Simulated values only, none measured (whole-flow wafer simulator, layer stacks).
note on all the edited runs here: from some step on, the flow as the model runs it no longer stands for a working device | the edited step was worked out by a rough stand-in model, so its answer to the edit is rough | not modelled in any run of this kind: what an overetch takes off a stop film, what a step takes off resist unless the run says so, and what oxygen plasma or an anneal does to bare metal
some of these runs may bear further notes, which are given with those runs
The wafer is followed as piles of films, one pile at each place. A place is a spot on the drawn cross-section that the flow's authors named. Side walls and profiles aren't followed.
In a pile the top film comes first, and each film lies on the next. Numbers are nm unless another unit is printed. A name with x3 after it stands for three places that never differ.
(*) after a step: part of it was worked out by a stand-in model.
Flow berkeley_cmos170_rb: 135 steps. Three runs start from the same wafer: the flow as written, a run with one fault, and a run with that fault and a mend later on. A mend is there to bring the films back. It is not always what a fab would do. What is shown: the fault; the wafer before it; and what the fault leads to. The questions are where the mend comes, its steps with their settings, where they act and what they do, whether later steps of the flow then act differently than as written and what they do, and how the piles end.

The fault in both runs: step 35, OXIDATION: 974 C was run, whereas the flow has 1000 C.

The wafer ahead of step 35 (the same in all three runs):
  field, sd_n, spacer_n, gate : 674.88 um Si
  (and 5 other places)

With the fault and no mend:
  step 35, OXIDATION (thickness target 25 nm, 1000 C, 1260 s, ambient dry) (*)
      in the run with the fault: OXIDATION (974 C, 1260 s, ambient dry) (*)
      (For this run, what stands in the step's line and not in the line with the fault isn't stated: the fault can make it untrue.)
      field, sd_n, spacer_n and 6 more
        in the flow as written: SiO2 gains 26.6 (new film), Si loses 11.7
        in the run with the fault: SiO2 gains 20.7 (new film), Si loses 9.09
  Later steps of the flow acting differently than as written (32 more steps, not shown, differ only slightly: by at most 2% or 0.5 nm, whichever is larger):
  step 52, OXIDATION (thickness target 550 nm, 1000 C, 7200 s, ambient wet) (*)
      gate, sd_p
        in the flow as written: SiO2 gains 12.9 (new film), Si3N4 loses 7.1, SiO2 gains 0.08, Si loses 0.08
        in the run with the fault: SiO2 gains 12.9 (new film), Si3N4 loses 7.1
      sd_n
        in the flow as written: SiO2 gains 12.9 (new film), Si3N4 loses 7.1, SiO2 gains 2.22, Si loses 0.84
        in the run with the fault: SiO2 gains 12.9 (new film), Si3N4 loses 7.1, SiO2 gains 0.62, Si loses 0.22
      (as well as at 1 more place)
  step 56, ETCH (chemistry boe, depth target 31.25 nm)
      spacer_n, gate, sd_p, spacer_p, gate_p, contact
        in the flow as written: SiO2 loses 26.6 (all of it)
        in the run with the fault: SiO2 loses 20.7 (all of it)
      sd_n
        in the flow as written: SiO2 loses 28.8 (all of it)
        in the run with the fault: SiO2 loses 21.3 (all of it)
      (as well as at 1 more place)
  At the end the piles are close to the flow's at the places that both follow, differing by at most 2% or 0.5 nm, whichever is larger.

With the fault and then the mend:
  The mend stands after step 36.
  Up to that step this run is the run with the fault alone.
  step 36a, OXIDATION (1000 C, 383 s, ambient dry) (*) (a further turn of the flow's step 35, with different settings)
      field, sd_n, spacer_n and 6 more
        SiO2 gains 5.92, Si loses 2.61
  Every later step of the flow that is run acts as written, at every place that is followed, to within 2% or 0.5 nm, whichever is larger.
  At the end the piles are close to the flow's at the places that both follow, differing by at most 2% or 0.5 nm, whichever is larger.
